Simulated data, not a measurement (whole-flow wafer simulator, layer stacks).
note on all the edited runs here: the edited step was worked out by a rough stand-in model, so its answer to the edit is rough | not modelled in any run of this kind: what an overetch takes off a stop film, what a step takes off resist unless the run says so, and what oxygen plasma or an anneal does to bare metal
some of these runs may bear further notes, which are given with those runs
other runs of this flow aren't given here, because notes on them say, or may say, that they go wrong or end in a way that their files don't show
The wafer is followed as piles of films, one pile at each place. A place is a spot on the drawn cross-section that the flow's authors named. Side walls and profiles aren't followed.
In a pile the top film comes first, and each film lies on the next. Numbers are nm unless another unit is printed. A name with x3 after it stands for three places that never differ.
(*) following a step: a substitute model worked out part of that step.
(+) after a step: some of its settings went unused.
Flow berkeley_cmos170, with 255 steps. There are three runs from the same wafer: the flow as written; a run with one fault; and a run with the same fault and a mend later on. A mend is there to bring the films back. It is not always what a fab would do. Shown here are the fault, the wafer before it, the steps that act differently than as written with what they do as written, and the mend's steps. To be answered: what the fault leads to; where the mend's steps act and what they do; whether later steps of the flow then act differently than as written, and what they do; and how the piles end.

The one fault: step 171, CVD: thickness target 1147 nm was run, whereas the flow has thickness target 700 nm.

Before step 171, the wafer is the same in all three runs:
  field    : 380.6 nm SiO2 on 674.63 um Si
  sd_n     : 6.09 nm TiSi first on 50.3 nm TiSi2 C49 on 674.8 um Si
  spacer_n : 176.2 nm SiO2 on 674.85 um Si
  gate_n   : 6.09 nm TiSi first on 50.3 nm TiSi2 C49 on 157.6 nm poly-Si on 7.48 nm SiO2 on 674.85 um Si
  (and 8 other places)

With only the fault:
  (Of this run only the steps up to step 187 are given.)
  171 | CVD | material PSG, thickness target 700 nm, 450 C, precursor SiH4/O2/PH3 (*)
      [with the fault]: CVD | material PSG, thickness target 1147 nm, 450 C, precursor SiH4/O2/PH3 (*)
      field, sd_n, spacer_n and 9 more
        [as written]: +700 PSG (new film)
        [with the fault]: +1147 PSG (new film)
  Later steps of the flow acting differently than as written (4 other steps are not shown; they differ only slightly, by no more than 2% or 0.5 nm, whichever is larger):
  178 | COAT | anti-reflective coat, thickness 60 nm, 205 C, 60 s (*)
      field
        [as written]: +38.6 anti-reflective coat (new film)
        [with the fault]: +39.5 anti-reflective coat (new film)
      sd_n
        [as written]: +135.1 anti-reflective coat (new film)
        [with the fault]: +138.7 anti-reflective coat (new film)
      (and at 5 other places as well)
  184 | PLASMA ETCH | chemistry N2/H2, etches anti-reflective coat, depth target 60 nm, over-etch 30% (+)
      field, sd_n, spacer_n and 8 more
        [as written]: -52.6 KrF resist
        [with the fault]: -54.3 KrF resist
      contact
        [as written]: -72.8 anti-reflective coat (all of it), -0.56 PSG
        [with the fault]: -75.2 anti-reflective coat (all of it), -0.58 PSG
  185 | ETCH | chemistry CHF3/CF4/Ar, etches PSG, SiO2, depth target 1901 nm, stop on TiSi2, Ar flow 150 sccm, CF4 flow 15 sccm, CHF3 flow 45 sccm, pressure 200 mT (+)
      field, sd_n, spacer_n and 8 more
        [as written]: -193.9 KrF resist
        [with the fault]: -305.7 KrF resist
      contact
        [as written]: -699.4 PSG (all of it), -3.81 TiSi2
        [with the fault]: -1146.4 PSG (all of it), -3.81 TiSi2
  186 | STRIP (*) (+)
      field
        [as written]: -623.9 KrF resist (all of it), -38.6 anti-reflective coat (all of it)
        [with the fault]: -511 KrF resist (all of it), -39.5 anti-reflective coat (all of it)
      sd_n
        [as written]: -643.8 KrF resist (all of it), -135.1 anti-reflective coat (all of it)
        [with the fault]: -528.3 KrF resist (all of it), -138.7 anti-reflective coat (all of it)
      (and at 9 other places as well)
  The piles after step 187 differ from the flow's at field, sd_n, spacer_n and 8 more by more than 2% or 0.5 nm, whichever is larger.
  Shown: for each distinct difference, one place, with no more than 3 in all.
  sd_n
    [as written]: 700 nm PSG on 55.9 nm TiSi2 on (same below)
    [with the fault]: 1147 nm PSG on 55.9 nm TiSi2 on (same below)
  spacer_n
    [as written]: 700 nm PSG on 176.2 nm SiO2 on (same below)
    [with the fault]: 1147 nm PSG on 176.2 nm SiO2 on (same below)
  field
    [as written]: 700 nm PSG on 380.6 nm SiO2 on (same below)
    [with the fault]: 1147 nm PSG on 380.6 nm SiO2 on (same below)

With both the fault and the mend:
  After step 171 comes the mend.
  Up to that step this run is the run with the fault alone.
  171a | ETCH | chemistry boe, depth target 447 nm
      field, sd_n, spacer_n and 9 more
        -447 PSG
  Later steps of the flow acting differently than as written (8 other steps are not shown; they differ only slightly, by no more than 2% or 0.5 nm, whichever is larger):
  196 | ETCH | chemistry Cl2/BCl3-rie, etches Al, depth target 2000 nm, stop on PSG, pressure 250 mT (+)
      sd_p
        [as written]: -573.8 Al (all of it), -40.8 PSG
        [with the mend]: -580.6 Al (all of it), -39.9 PSG
  When the end is reached, the piles differ only a little from the flow's at the places that both follow, at most by 2% or 0.5 nm, whichever is larger.
